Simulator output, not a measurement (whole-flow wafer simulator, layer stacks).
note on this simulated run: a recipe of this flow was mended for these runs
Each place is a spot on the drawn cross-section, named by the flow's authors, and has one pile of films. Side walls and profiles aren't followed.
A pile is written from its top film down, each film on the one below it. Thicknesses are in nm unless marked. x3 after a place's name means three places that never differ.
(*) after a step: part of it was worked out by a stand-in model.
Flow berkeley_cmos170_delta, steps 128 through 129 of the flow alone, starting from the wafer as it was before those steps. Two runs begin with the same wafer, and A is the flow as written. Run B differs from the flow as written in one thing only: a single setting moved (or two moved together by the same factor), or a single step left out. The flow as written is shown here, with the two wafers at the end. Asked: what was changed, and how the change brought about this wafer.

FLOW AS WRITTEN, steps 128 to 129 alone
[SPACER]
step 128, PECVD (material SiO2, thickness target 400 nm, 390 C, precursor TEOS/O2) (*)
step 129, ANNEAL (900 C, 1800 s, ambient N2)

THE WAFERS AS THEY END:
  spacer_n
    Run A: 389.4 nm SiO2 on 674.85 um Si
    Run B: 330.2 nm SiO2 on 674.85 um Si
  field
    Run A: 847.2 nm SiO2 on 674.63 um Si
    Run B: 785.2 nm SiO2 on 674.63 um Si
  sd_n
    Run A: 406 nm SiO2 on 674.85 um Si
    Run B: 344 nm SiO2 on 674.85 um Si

What caused this: step 128, PECVD: thickness target 338 nm was run, whereas the flow has thickness target 400 nm.

Step by step, how the change led to this:
  step 128, PECVD (material SiO2, thickness target 400 nm, 390 C, precursor TEOS/O2) (*)
      field, sd_n, contact, m1: A SiO2 gains 400 | B SiO2 gains 338
      spacer_n, sd_p, spacer_p: A SiO2 gains 383.7 | B SiO2 gains 324.5
      (and at 2 other places as well)
